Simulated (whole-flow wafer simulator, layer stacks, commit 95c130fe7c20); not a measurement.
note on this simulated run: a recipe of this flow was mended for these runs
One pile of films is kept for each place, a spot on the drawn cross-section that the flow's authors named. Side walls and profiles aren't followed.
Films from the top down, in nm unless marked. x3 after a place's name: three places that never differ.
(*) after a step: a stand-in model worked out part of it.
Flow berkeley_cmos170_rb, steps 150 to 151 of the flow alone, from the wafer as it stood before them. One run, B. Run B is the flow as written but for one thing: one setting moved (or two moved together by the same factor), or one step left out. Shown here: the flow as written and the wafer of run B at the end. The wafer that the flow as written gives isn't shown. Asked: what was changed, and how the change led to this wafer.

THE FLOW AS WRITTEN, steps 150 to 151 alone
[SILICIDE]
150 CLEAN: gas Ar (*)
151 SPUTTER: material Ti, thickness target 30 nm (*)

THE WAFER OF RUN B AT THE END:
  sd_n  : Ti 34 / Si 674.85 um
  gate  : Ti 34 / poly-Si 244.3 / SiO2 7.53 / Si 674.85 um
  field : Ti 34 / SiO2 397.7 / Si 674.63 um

The cause: step 151, SPUTTER: thickness target 34 nm was run, where the flow has thickness target 30 nm.
It can be read off the wafer: sd_n has Ti 34, and step 151 as written asks for 30 nm.

How the change led to this, step by step:
  151 SPUTTER: material Ti, thickness target 30 nm (*)
      field, sd_n, spacer_n, gate, spacer_p, gate_p, contact, m1: Ti +34 (new film) (as written it would be: Ti +30 (new film))
      sd_p: Ti +31.6 (new film) (as written it would be: Ti +27.9 (new film))
